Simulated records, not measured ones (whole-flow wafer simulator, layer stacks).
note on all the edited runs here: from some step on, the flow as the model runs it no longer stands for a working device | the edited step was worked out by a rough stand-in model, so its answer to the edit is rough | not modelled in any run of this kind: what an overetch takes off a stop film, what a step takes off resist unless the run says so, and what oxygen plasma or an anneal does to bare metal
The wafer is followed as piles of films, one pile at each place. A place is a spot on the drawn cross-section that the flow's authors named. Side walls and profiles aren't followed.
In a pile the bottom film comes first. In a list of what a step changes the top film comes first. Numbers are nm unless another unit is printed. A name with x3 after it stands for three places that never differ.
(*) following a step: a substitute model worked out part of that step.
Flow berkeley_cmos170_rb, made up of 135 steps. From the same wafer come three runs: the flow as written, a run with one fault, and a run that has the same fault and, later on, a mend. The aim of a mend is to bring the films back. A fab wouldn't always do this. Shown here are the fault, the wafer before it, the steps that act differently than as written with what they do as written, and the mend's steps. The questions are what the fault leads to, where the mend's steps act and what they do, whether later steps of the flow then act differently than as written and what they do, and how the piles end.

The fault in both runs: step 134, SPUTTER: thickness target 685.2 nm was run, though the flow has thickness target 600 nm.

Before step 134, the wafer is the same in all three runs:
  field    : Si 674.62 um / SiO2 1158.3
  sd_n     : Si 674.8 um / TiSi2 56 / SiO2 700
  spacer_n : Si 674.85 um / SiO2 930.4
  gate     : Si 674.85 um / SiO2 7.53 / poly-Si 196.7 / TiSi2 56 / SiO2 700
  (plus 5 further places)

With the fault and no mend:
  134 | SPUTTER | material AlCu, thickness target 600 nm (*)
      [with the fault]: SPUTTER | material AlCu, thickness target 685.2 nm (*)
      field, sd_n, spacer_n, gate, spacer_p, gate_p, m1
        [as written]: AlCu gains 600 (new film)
        [with the fault]: AlCu gains 685.2 (new film)
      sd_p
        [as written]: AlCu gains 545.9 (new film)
        [with the fault]: AlCu gains 627.6 (new film)
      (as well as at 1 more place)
  Later steps of the flow that are run all act as written at every place that is followed.
  The piles end different from the flow's at field, sd_n, spacer_n and 6 more by more than 2% or 0.5 nm, whichever is larger.
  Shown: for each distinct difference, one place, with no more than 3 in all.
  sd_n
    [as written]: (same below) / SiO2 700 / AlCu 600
    [with the fault]: (same below) / SiO2 700 / AlCu 685.2
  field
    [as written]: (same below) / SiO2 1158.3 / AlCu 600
    [with the fault]: (same below) / SiO2 1158.3 / AlCu 685.2
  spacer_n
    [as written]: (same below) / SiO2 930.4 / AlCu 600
    [with the fault]: (same below) / SiO2 930.4 / AlCu 685.2

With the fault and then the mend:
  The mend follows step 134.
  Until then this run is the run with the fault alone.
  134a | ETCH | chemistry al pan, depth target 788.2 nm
      field, sd_n, spacer_n, gate, spacer_p, gate_p, m1
        AlCu loses 685.2 (all of it)
      sd_p
        AlCu loses 627.6 (all of it)
      contact
        AlCu loses 470.9 (all of it)
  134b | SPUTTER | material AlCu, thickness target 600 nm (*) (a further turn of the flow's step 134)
      field, sd_n, spacer_n, gate, spacer_p, gate_p, m1
        AlCu gains 600 (new film)
      sd_p
        AlCu gains 545.9 (new film)
      contact
        AlCu gains 415.1 (new film)
  Later steps of the flow that are run all act as written at every place that is followed.
  The piles end the same as the flow's at every place that both follow.
